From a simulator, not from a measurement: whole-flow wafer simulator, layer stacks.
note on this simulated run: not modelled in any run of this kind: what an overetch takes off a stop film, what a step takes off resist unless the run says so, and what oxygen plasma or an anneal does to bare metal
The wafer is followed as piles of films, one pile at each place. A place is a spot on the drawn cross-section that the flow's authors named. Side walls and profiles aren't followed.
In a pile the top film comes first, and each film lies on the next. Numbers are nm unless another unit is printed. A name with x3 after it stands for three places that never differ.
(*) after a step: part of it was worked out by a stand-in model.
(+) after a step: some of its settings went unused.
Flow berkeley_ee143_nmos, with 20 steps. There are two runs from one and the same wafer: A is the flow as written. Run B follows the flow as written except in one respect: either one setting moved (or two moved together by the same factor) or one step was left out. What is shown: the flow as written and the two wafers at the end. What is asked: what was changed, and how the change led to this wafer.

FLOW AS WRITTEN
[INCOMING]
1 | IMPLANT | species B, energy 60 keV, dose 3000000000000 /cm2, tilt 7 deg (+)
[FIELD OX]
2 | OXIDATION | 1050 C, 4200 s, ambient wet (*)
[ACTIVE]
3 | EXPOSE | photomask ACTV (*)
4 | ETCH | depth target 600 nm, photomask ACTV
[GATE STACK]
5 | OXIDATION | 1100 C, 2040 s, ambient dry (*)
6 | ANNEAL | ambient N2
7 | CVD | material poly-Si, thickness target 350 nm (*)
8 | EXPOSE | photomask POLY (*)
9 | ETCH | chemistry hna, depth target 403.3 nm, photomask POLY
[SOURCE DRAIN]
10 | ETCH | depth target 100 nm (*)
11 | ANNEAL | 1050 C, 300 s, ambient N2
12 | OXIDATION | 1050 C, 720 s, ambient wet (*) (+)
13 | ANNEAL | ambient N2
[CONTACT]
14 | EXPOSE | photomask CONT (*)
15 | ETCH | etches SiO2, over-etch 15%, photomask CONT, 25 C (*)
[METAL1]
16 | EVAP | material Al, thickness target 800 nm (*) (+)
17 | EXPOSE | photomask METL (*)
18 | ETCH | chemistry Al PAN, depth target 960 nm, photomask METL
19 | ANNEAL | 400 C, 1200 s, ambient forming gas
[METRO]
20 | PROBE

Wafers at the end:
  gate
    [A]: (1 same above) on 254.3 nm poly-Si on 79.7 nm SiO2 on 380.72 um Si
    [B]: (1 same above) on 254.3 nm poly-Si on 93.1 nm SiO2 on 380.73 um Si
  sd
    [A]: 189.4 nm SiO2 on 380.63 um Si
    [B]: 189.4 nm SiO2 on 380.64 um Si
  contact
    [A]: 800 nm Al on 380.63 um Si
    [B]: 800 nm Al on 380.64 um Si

Cause: step 4, ETCH: depth target 528 nm was run, though the flow has depth target 600 nm.

Step by step, how the change led to this:
  4 | ETCH | depth target 600 nm, photomask ACTV
      gate, sd, contact: A -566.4 SiO2 (all of it) | B -528 SiO2
  5 | OXIDATION | 1100 C, 2040 s, ambient dry (*)
      gate, sd, contact: A +79.7 SiO2 (new film), -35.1 Si | B +54.7 SiO2, -24.1 Si
  10 | ETCH | depth target 100 nm (*)
      sd, contact: A -79.7 SiO2 (all of it) | B -93.1 SiO2 (all of it)
